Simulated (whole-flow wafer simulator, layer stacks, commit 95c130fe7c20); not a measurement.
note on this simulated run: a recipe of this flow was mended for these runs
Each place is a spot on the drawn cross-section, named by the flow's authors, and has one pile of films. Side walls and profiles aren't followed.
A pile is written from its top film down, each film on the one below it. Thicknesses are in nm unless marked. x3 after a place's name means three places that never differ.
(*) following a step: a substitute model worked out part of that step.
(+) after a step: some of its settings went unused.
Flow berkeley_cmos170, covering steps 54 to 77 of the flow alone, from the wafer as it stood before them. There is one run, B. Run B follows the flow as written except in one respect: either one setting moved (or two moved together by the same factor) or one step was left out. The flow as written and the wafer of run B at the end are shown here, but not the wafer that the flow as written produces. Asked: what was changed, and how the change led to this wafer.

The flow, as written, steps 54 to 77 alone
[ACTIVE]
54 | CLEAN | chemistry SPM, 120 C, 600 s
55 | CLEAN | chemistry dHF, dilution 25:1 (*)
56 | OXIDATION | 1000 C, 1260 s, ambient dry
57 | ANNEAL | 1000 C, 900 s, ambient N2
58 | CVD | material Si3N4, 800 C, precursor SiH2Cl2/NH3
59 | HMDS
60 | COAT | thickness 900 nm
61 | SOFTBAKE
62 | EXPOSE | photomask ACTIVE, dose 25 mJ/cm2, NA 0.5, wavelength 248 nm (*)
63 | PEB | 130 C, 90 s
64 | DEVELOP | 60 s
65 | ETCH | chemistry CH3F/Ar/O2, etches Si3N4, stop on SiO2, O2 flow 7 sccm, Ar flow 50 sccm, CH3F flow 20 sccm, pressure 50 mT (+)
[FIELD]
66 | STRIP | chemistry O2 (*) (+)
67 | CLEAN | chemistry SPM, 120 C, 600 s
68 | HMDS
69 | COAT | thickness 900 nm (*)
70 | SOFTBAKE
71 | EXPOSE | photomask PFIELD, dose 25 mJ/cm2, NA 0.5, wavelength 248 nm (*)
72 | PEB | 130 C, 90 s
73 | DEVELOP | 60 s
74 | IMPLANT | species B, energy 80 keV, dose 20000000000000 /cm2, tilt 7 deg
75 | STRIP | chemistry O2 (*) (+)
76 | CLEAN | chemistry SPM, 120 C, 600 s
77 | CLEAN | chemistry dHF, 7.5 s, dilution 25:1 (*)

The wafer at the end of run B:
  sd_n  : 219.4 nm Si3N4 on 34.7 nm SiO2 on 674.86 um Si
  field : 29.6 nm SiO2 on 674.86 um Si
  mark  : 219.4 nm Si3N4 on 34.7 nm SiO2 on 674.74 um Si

What caused this: step 56, OXIDATION: 1031 C was run, though the flow has 1000 C.

Step by step, how the change led to this:
  56 | OXIDATION | 1000 C, 1260 s, ambient dry
      field, mark, sd_n and 10 more: +34.7 SiO2 (new film), -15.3 Si (it would be, as written: +26.6 SiO2 (new film), -11.7 Si)
